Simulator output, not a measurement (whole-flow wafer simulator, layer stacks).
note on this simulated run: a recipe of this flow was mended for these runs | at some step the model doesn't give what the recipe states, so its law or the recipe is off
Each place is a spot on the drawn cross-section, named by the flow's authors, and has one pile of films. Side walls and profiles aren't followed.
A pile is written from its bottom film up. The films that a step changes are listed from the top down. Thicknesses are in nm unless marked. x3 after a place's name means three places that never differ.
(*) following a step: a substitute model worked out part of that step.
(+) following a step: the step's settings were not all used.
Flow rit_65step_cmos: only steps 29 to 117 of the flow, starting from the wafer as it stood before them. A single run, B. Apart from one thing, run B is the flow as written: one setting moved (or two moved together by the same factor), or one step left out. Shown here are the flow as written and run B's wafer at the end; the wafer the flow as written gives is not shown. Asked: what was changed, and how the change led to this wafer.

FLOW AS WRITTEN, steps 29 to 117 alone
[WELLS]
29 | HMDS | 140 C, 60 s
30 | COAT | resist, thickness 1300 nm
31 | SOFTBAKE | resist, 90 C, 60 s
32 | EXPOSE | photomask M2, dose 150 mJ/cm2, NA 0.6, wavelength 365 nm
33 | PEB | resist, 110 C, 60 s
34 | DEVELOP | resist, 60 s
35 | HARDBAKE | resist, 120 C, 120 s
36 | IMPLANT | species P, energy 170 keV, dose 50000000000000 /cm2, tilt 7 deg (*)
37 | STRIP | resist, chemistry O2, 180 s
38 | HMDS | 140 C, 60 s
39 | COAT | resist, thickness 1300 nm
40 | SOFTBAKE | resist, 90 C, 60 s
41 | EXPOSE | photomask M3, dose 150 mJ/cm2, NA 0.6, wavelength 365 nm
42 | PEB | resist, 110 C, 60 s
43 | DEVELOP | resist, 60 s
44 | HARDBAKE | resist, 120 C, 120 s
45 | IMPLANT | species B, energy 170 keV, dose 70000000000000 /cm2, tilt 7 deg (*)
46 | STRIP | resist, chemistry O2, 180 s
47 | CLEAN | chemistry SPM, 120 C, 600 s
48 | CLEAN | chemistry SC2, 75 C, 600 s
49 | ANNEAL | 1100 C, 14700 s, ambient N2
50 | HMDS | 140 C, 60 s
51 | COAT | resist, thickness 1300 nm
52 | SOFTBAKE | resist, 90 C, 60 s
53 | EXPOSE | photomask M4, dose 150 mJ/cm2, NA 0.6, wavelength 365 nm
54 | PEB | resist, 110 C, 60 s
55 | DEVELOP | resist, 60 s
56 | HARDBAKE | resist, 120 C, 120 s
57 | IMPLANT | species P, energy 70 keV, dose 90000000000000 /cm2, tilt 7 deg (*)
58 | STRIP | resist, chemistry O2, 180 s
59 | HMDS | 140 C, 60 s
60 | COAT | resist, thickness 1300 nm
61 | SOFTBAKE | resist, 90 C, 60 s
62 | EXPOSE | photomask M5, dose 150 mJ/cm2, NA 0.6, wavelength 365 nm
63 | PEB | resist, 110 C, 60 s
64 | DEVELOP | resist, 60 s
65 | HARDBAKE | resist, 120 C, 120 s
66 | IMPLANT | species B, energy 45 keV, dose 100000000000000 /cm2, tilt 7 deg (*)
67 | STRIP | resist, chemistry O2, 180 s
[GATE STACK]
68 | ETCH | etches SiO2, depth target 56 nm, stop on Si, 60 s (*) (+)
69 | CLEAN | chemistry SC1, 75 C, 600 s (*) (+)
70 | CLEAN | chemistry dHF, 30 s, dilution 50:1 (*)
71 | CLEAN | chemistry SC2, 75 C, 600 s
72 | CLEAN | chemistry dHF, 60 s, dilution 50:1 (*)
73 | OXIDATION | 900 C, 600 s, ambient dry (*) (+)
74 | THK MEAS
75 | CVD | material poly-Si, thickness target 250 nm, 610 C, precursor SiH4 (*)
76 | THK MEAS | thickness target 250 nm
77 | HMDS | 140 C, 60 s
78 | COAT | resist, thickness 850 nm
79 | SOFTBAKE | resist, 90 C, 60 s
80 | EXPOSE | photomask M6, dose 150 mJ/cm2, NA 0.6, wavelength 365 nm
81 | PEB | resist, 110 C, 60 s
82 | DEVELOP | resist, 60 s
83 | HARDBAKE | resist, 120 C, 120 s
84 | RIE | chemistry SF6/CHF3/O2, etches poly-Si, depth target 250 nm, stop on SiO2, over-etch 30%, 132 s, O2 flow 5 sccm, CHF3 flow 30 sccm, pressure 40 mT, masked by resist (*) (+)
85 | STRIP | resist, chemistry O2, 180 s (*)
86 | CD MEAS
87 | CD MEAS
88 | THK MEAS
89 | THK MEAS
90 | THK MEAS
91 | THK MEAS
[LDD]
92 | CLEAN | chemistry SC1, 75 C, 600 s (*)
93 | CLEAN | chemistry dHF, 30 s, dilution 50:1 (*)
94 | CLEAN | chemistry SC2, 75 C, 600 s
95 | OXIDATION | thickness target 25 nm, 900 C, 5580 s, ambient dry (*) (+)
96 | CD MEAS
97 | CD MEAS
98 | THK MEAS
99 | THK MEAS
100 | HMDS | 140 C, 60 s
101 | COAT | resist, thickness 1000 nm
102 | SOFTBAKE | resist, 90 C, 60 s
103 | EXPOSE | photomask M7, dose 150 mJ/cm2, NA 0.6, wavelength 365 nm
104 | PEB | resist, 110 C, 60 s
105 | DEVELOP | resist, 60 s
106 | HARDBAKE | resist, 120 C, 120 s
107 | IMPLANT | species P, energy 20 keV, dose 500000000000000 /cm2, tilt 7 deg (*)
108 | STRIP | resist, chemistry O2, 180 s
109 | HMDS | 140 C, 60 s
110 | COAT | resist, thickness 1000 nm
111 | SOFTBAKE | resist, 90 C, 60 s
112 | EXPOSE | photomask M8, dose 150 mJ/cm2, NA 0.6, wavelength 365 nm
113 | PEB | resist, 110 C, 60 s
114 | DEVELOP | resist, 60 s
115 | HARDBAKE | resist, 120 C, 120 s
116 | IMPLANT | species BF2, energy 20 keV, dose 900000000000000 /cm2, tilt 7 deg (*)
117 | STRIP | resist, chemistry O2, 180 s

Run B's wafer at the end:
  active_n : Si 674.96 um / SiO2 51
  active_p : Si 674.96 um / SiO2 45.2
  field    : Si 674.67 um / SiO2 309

Cause: step 68, ETCH: etches SiO2, depth target 56 nm, stop on Si, 60 s (*) (+), was not run.

How this came from the change, step by step:
  69 | CLEAN | chemistry SC1, 75 C, 600 s (*) (+)
      gate_n, gate_p, spacer, spacer_p, sd_n, sd_p, contact, m1: -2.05 SiO2 (it would be, as written: +0.6 chemical SiO2 (new film), -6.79 Si)
      active_n, active_p: -2.05 SiO2 (it would be, as written: +0.6 chemical SiO2 (new film), -6.8 Si)
  70 | CLEAN | chemistry dHF, 30 s, dilution 50:1 (*)
      active_n, gate_n, spacer, sd_n, contact, m1: -3.19 SiO2 (it would be, as written: -0.6 chemical SiO2 (all of it))
      active_p, gate_p, spacer_p, sd_p: -5.29 SiO2 (it would be, as written: -0.6 chemical SiO2 (all of it))
  72 | CLEAN | chemistry dHF, 60 s, dilution 50:1 (*)
      active_n, gate_n, spacer, sd_n, contact, m1: -6.39 SiO2 (it would be, as written: -0.4 chemical SiO2 (all of it))
      active_p, gate_p, spacer_p, sd_p: -10.8 SiO2 (it would be, as written: -0.4 chemical SiO2 (all of it))
  73 | OXIDATION | 900 C, 600 s, ambient dry (*) (+)
      active_n, gate_n, spacer, sd_n, contact, m1: +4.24 SiO2, -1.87 Si (it would be, as written: +7.17 SiO2 (new film), -3.16 Si)
      active_p, gate_p, spacer_p, sd_p: +4.52 SiO2, -1.99 Si (it would be, as written: +7.17 SiO2 (new film), -3.16 Si)
  93 | CLEAN | chemistry dHF, 30 s, dilution 50:1 (*)
      active_n, active_p, spacer, spacer_p, sd_n, sd_p, contact, m1: -2.78 SiO2 (it would be, as written: -2.36 SiO2 (all of it))
  95 | OXIDATION | thickness target 25 nm, 900 C, 5580 s, ambient dry (*) (+)
      active_n, spacer, sd_n, contact, m1: +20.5 SiO2, -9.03 Si (it would be, as written: +26.5 SiO2 (new film), -0.4 chemical SiO2 (all of it), -11.5 Si)
      active_p, spacer_p, sd_p: +21 SiO2, -9.23 Si (it would be, as written: +26.5 SiO2 (new film), -0.4 chemical SiO2 (all of it), -11.5 Si)
      (as well as at 4 more places)
